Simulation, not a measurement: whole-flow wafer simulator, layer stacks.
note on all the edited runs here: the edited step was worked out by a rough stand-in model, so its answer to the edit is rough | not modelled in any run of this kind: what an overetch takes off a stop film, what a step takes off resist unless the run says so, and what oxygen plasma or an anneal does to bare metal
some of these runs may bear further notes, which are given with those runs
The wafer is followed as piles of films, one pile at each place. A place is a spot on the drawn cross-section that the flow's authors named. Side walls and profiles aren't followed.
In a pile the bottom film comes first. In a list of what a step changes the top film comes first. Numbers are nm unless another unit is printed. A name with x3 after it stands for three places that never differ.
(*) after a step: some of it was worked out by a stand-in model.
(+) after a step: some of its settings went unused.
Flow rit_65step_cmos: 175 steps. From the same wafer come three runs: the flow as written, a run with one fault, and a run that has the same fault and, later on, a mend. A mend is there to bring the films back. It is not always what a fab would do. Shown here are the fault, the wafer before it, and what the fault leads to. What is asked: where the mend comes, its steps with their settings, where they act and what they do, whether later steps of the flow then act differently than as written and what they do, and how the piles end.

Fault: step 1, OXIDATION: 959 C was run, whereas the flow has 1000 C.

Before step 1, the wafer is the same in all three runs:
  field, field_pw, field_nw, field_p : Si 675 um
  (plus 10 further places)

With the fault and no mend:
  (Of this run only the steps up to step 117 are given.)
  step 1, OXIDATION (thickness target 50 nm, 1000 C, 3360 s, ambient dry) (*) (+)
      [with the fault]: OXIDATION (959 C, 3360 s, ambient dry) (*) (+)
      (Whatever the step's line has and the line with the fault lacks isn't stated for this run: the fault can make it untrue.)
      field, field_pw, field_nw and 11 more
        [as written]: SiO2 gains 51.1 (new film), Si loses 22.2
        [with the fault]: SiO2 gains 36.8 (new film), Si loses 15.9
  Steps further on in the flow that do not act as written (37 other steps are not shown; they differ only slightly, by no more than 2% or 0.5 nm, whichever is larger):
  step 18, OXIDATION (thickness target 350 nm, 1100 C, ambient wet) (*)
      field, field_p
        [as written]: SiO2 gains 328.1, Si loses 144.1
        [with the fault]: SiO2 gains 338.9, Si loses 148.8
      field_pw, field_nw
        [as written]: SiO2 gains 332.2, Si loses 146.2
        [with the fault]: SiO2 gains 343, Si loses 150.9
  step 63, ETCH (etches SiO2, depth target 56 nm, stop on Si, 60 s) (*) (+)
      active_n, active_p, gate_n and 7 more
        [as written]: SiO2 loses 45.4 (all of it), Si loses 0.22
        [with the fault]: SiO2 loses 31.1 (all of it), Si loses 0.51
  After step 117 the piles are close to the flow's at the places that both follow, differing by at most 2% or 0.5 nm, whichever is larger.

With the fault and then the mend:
  After step 2 comes the mend.
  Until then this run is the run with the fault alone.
  step 2a, ETCH (depth target 42 nm, 21.5 C, 47 s)
      field, field_pw, field_nw and 11 more
        SiO2 loses 36.8 (all of it)
  step 2b, CLEAN (chemistry SC2, 75 C, 600 s)
      field, field_pw, field_nw and 11 more
        chemical SiO2 gains 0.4 (new film), Si loses 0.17
  step 2c, OXIDATION (1000 C, 3360 s, ambient dry) (*) (a further turn of the flow's step 1, with different settings)
      field, field_pw, field_nw and 11 more
        SiO2 gains 51 (new film), chemical SiO2 loses 0.4 (all of it), Si loses 22.3
  Steps further on in the flow that do not act as written (18 other steps are not shown; they differ only slightly, by no more than 2% or 0.5 nm, whichever is larger):
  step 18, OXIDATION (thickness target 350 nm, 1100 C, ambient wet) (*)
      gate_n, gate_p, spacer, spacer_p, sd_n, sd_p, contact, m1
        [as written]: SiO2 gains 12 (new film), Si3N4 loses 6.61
        [with the mend]: SiO2 gains 12 (new film), Si3N4 loses 6.61, SiO2 gains 0.03
  At the end the piles are close to the flow's at the places that both follow, differing by at most 2% or 0.5 nm, whichever is larger.
